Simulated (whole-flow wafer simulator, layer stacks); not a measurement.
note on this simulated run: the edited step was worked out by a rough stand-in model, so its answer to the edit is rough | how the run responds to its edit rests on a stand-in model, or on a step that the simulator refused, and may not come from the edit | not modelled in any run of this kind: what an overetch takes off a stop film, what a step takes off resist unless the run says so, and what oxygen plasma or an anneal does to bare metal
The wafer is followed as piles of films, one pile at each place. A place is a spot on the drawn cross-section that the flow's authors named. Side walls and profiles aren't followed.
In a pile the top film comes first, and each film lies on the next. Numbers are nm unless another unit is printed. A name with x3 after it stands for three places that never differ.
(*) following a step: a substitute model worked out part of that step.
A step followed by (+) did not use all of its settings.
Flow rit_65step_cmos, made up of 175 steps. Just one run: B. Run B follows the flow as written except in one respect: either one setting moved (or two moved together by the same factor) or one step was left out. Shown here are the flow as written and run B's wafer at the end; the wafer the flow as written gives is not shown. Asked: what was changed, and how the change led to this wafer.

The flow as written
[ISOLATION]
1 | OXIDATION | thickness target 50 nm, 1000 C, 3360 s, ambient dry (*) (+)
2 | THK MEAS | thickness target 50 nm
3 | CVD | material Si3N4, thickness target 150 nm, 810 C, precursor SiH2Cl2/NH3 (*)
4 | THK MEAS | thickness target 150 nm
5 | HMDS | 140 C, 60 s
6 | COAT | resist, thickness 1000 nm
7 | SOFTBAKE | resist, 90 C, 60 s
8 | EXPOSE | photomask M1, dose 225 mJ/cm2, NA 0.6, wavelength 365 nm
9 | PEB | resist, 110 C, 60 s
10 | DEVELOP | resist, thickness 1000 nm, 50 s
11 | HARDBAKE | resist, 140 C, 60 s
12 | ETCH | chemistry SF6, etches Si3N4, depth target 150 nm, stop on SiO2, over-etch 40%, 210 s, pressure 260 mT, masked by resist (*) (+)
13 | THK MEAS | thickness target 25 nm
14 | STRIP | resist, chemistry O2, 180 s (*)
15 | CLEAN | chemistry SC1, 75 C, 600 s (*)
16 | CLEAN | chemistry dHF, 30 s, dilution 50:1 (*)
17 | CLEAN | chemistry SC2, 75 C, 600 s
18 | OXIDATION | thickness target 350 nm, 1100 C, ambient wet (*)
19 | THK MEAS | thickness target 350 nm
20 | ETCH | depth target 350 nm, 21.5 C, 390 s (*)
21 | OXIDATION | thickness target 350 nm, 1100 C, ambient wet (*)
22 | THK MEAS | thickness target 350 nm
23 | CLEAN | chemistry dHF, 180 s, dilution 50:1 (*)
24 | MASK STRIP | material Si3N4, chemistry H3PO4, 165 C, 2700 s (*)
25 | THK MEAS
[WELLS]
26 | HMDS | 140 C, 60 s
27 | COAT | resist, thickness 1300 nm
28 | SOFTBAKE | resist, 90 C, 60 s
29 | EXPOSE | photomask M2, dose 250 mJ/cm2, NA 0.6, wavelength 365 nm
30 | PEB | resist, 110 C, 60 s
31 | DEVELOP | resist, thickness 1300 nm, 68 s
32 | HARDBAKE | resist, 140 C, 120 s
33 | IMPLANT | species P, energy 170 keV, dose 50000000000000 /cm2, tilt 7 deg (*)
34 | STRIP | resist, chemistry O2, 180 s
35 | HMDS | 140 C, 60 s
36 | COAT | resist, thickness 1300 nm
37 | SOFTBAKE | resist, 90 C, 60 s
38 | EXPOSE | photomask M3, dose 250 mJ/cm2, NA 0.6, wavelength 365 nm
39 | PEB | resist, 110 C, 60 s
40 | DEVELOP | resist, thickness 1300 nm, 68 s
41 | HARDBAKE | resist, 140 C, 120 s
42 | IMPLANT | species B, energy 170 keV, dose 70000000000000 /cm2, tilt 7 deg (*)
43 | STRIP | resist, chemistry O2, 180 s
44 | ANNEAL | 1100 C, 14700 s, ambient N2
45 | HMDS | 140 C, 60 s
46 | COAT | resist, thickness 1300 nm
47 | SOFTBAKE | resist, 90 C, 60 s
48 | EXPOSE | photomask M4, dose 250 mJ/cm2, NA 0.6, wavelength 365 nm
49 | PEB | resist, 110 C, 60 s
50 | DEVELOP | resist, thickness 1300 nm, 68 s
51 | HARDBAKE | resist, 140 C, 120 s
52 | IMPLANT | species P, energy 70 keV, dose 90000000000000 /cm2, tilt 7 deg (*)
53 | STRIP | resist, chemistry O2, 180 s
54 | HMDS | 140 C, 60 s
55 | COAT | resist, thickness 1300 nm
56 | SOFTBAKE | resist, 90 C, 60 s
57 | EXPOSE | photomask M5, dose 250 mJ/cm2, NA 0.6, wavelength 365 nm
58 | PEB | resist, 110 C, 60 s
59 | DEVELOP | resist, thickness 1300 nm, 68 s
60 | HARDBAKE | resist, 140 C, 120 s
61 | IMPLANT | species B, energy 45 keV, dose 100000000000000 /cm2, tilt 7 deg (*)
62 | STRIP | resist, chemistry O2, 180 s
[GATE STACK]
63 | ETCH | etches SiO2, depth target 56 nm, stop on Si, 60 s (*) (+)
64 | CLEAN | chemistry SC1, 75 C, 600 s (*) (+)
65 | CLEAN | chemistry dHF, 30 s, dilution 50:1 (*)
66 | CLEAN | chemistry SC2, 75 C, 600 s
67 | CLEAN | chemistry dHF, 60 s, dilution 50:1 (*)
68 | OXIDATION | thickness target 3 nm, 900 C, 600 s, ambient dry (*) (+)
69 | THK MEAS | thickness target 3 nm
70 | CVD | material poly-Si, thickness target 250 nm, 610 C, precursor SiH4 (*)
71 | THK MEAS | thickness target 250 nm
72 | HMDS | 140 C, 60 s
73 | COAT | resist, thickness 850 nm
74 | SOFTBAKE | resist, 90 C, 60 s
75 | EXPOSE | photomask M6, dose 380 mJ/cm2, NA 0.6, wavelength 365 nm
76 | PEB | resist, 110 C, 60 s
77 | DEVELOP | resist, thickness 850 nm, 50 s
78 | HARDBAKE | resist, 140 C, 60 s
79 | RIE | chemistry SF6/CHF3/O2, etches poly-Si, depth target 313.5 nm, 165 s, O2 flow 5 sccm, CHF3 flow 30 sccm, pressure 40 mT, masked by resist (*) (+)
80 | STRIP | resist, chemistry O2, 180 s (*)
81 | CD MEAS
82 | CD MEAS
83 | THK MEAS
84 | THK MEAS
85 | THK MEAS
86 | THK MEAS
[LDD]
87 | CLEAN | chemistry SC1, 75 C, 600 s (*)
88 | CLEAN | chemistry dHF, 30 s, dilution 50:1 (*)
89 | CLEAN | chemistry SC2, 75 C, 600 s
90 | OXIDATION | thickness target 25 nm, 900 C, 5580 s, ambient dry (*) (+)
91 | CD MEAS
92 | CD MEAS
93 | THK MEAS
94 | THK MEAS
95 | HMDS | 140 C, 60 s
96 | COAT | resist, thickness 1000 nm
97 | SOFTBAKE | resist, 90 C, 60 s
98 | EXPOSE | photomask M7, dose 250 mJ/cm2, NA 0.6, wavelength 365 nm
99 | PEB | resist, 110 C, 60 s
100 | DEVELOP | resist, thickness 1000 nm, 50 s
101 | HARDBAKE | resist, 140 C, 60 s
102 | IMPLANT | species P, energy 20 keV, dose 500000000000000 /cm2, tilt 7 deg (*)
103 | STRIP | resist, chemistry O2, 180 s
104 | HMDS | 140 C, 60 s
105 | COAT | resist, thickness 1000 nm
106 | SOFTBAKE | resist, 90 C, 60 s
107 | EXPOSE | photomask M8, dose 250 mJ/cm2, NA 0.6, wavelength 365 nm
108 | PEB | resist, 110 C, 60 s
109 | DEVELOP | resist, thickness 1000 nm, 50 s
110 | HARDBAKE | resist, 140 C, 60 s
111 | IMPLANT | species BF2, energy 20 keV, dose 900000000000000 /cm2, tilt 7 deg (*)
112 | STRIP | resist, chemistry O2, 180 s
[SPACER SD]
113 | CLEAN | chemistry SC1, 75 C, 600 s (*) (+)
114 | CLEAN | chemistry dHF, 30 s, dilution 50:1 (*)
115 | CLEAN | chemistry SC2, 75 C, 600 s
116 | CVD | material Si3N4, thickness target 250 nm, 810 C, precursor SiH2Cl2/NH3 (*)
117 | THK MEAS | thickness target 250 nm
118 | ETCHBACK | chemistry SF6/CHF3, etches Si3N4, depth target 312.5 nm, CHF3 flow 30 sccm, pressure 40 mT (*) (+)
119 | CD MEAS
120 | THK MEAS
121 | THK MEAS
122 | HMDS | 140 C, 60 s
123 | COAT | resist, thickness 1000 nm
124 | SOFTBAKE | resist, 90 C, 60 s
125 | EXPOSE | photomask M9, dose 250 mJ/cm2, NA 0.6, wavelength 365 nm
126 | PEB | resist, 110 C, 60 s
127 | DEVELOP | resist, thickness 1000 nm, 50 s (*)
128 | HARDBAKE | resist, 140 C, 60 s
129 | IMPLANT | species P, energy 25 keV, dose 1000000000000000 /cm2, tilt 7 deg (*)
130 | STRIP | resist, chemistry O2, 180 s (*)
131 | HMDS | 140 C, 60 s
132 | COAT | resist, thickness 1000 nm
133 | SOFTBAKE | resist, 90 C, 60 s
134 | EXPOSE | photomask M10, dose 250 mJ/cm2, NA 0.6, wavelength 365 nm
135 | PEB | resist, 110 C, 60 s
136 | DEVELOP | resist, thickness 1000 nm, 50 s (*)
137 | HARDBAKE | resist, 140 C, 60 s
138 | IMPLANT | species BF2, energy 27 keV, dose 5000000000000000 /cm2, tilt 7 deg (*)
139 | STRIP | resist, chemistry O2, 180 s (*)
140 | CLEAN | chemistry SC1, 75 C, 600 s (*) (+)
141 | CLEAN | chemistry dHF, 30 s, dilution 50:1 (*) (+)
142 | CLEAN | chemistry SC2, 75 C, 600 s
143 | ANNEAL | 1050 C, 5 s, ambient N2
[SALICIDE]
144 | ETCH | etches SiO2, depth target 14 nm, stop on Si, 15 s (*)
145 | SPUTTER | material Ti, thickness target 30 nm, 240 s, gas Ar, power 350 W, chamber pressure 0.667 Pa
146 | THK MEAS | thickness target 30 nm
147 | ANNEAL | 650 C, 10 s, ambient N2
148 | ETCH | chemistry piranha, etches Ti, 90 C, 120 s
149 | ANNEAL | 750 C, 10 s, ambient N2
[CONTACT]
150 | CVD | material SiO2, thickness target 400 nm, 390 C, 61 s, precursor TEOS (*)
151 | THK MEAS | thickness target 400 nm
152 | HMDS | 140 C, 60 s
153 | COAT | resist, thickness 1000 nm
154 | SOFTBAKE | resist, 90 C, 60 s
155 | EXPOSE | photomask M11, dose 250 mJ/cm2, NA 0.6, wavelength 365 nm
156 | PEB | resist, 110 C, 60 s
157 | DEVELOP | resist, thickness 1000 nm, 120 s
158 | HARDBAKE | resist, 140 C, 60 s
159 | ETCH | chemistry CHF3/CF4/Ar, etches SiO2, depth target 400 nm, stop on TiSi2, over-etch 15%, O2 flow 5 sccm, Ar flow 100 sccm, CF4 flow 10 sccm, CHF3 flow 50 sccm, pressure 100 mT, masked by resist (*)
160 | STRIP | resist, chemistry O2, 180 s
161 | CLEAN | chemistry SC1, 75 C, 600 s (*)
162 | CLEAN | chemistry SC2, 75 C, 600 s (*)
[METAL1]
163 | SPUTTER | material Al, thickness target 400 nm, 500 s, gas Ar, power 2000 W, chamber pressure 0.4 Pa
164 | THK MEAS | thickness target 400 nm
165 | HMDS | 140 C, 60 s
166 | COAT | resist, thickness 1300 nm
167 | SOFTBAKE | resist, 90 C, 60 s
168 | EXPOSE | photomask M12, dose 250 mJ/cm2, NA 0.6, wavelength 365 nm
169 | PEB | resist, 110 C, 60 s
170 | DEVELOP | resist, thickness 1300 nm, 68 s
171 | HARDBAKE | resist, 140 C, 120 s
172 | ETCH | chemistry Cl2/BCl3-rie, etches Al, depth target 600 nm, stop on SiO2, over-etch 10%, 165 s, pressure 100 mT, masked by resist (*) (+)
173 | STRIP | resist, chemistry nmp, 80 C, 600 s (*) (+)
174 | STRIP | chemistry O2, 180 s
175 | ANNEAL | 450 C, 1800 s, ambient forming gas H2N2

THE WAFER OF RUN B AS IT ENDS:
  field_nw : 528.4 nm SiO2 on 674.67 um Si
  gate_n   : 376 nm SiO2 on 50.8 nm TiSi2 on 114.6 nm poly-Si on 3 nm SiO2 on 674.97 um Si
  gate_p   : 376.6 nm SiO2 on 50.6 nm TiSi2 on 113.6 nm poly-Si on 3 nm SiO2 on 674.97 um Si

What caused this: step 68, OXIDATION: 1080 C was run, though the flow has 900 C.

How this came from the change, step by step:
  68 | OXIDATION | thickness target 3 nm, 900 C, 600 s, ambient dry (*) (+)
      active_n, active_p, gate_n and 7 more: +3 SiO2 (new film), -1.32 Si (as written it would have been: +7.17 SiO2 (new film), -3.16 Si)
  79 | RIE | chemistry SF6/CHF3/O2, etches poly-Si, depth target 313.5 nm, 165 s, O2 flow 5 sccm, CHF3 flow 30 sccm, pressure 40 mT, masked by resist (*) (+)
      active_n, active_p, spacer, spacer_p, sd_n, sd_p, contact, m1: -250 poly-Si (all of it), -3 SiO2 (all of it) (as written it would have been: -250 poly-Si (all of it), -7.17 SiO2 (all of it))
  118 | ETCHBACK | chemistry SF6/CHF3, etches Si3N4, depth target 312.5 nm, CHF3 flow 30 sccm, pressure 40 mT (*) (+)
      spacer, spacer_p: -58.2 Si3N4 (as written it would have been: -54 Si3N4)
